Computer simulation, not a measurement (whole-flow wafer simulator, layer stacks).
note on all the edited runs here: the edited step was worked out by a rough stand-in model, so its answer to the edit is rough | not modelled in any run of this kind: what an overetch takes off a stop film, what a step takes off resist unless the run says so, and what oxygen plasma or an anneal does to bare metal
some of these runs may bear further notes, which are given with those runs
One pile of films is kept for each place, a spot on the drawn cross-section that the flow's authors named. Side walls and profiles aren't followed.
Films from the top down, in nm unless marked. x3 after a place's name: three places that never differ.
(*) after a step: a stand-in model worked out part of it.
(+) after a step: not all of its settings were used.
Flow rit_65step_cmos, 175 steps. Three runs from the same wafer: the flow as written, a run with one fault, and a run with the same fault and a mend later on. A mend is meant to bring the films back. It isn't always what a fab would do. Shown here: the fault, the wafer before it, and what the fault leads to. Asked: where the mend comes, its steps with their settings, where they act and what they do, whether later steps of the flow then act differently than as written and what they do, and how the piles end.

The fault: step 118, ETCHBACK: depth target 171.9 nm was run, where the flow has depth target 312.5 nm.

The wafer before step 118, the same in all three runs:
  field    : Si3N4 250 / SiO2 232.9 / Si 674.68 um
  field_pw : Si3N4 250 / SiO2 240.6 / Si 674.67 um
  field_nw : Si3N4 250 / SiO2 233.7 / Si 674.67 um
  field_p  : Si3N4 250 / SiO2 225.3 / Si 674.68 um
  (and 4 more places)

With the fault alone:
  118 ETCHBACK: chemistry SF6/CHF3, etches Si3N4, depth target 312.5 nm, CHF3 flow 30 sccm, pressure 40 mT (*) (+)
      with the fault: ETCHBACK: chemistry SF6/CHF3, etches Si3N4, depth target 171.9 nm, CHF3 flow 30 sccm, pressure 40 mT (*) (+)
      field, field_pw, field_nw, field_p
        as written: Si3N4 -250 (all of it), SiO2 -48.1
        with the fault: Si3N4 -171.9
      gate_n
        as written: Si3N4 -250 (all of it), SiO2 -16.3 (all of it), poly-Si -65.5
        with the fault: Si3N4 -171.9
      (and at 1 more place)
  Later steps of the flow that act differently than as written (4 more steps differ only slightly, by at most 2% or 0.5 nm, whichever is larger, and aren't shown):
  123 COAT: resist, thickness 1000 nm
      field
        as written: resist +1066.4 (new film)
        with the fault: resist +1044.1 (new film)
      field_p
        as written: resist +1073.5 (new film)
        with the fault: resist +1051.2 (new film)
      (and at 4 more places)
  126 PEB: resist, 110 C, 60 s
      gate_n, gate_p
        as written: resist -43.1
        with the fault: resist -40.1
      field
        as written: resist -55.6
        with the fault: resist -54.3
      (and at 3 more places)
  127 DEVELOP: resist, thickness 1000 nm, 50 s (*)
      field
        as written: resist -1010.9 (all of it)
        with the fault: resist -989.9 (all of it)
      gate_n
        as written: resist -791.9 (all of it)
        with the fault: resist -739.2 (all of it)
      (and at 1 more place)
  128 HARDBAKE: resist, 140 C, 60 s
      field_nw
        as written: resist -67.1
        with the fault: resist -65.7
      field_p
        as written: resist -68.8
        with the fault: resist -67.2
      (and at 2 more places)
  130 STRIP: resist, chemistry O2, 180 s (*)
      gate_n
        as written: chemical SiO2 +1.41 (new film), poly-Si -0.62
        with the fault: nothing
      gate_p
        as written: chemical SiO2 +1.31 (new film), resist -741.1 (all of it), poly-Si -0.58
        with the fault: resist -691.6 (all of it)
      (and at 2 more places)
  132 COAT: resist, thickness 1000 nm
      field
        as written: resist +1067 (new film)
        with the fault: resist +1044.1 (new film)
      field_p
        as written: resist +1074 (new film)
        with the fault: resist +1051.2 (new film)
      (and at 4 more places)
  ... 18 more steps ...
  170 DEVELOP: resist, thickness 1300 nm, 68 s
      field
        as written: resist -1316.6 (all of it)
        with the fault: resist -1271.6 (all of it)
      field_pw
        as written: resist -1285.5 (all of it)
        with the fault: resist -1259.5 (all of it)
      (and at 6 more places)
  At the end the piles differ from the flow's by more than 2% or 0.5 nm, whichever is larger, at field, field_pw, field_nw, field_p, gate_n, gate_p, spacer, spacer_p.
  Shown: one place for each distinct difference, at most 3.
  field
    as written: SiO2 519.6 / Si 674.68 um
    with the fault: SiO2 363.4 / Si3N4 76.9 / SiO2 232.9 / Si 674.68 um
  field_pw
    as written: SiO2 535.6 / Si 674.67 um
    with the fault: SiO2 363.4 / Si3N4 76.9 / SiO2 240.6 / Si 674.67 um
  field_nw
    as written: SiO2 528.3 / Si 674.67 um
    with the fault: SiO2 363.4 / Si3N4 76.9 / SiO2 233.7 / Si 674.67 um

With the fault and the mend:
  The mend comes after step 121.
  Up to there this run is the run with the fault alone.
  121a ETCHBACK: chemistry SF6/CHF3, etches Si3N4, depth target 140.6 nm, CHF3 flow 30 sccm, pressure 40 mT (*) (+) (the flow's step 118 once more, with other settings)
      field, field_pw, field_nw, field_p
        Si3N4 -78.1 (all of it), SiO2 -48.1
      active_n, sd_n, contact, m1
        Si3N4 -78.1 (all of it), SiO2 -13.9 (all of it)
      active_p, sd_p
        Si3N4 -78.1 (all of it), SiO2 -13.4 (all of it)
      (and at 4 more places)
  No later step of the flow acts differently than as written at any place that is followed.
  At the end the piles are the same as the flow's at every place that both follow.
